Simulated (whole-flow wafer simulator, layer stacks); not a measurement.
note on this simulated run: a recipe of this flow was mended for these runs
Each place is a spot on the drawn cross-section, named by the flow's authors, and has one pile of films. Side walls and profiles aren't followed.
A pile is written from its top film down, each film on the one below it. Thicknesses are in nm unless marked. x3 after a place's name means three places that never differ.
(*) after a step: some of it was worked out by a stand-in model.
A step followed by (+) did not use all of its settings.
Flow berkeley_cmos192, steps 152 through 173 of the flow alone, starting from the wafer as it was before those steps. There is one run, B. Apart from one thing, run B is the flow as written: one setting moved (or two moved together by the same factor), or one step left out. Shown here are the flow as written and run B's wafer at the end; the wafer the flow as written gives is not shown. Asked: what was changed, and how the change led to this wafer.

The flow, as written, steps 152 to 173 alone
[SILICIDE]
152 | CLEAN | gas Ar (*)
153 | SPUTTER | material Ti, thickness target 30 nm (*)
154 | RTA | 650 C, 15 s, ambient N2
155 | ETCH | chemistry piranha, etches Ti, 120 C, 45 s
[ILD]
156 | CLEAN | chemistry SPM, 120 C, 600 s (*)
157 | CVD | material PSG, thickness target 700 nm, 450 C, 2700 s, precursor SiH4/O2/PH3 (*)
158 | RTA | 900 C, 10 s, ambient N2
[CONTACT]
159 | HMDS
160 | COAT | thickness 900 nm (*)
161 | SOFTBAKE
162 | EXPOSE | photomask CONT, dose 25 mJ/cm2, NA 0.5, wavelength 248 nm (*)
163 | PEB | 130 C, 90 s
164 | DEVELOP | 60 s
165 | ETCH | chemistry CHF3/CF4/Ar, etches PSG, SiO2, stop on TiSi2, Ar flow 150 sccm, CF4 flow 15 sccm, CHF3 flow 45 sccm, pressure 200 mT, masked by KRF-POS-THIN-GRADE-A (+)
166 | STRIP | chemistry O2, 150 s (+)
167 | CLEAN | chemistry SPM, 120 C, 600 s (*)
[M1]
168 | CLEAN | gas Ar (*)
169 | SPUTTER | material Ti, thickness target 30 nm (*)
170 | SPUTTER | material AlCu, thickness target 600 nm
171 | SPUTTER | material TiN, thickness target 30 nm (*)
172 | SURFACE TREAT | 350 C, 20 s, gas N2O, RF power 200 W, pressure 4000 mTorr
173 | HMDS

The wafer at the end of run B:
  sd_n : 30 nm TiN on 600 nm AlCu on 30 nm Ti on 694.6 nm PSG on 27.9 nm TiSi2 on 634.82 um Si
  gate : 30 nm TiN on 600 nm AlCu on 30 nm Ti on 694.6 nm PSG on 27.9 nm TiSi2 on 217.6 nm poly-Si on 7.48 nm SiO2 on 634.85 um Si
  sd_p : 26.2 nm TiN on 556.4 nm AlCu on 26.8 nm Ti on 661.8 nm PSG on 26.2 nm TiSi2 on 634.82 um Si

What caused this: step 153, SPUTTER: thickness target 15 nm was run, whereas the flow has thickness target 30 nm.

The path from the change to this, step by step:
  153 | SPUTTER | material Ti, thickness target 30 nm (*)
      field, sd_n, spacer_n, gate, spacer_p, gate_p, contact, m1: +15 Ti (new film) (it would be, as written: +30 Ti (new film))
      sd_p: +14.1 Ti (new film) (it would be, as written: +28.2 Ti (new film))
  154 | RTA | 650 C, 15 s, ambient N2
      sd_n, contact, m1: -11.7 Ti, +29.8 TiSi2 C49 (new film), -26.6 Si (it would be, as written: -23.4 Ti, +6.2 TiSi first (new film), +50.3 TiSi2 C49 (new film), -49 Si)
      gate, gate_p: -11.7 Ti, +29.8 TiSi2 C49 (new film), -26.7 poly-Si (it would be, as written: -23.4 Ti, +6.2 TiSi first (new film), +50.3 TiSi2 C49 (new film), -49.2 poly-Si)
      (also at 1 further place)
  155 | ETCH | chemistry piranha, etches Ti, 120 C, 45 s
      sd_n, gate, gate_p, contact, m1: -3.3 Ti (all of it), -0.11 TiSi2 C49 (it would be, as written: -6.6 Ti (all of it), -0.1 TiSi first)
      sd_p: -3.1 Ti (all of it), -0.11 TiSi2 C49 (it would be, as written: -6.21 Ti (all of it), -0.1 TiSi first)
      (also at 3 further places)
  158 | RTA | 900 C, 10 s, ambient N2
      sd_n, contact, m1: under 1 film: +27.9 TiSi2 (new film), -29.7 TiSi2 C49 (all of it) (it would be, as written: under 1 film: +55.9 TiSi2 (new film), -6.09 TiSi first (all of it), -50.3 TiSi2 C49 (all of it), -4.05 Si)
      gate, gate_p: under 1 film: +27.9 TiSi2 (new film), -29.7 TiSi2 C49 (all of it) (it would be, as written: under 1 film: +55.9 TiSi2 (new film), -6.09 TiSi first (all of it), -50.3 TiSi2 C49 (all of it), -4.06 poly-Si)
      (also at 1 further place)
